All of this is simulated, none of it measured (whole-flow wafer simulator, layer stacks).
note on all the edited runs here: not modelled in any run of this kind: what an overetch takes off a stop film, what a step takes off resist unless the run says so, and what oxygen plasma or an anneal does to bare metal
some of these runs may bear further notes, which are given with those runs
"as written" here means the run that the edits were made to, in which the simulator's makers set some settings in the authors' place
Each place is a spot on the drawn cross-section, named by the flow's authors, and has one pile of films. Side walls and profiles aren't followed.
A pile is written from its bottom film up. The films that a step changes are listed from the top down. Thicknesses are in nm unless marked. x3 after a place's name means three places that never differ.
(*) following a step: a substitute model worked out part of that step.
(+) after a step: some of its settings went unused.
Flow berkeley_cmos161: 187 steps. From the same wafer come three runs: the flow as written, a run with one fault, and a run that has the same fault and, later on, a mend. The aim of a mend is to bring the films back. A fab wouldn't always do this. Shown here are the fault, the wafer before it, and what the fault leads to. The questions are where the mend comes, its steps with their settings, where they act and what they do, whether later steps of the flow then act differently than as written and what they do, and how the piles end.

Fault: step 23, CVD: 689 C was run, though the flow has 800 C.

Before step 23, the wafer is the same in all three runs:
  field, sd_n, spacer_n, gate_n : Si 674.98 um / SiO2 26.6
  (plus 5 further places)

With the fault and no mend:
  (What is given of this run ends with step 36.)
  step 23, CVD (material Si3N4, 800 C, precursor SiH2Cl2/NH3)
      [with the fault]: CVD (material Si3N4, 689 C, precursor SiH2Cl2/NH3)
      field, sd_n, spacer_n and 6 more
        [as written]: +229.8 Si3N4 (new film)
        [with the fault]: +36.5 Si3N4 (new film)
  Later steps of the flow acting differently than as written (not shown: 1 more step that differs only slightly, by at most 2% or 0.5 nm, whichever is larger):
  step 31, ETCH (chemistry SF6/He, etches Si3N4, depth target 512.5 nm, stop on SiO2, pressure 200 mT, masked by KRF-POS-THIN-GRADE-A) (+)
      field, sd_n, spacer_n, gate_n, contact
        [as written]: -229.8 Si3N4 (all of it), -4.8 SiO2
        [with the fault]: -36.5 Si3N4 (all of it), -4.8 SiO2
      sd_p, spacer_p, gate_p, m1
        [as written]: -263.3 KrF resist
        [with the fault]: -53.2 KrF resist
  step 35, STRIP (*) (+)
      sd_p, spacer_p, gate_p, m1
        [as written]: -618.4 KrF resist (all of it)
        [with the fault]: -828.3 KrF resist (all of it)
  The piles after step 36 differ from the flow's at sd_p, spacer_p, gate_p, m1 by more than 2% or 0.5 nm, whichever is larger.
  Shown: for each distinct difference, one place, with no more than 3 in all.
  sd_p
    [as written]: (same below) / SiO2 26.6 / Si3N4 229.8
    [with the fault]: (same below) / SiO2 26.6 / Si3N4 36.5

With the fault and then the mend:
  After step 30 comes the mend.
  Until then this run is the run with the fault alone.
  step 30a, STRIP (*) (+)
      sd_p, spacer_p, gate_p, m1
        -882 KrF resist (all of it)
  step 30b, CLEAN (chemistry SPM) (the flow's step 16, run once more)
      alters no film at any place that is followed
  step 30c, CVD (material Si3N4, 800 C, precursor SiH2Cl2/NH3) (the flow's step 23, run once more with other settings, which are not printed)
      field, sd_n, spacer_n and 6 more
        +193.2 Si3N4
  step 30d, HMDS (the flow's step 24, run once more)
      alters no film at any place that is followed
  step 30e, COAT (KrF resist, thickness 900 nm) (the flow's step 25, run once more)
      field, sd_n, spacer_n and 6 more
        +900 KrF resist (new film)
  step 30f, SOFTBAKE (KrF resist) (the flow's step 26, run once more)
      alters no film at any place that is followed
  step 30g, EXPOSE (photomask PWELL, dose 20 mJ/cm2, NA 0.5, wavelength 248 nm) (*) (the flow's step 27, run once more)
      alters no film at any place that is followed
  step 30h, PEB (KrF resist, 130 C) (the flow's step 28, run once more)
      field, sd_n, spacer_n and 6 more
        -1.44 KrF resist
  step 30i, DEVELOP (KrF resist, thickness 900 nm, developer developer-D-0.26N) (the flow's step 29, run once more)
      field, sd_n, spacer_n, gate_n, contact
        -898.6 KrF resist (all of it)
      sd_p, spacer_p, gate_p, m1
        -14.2 KrF resist
  step 30j, HARDBAKE (120 C, 5400 s) (the flow's step 30, run once more)
      sd_p, spacer_p, gate_p, m1
        -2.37 KrF resist
  Later steps of the flow that are run all act as written at every place that is followed, up to a difference of at most 2% or 0.5 nm, whichever is larger.
  The piles end the same as the flow's at every place that both follow.
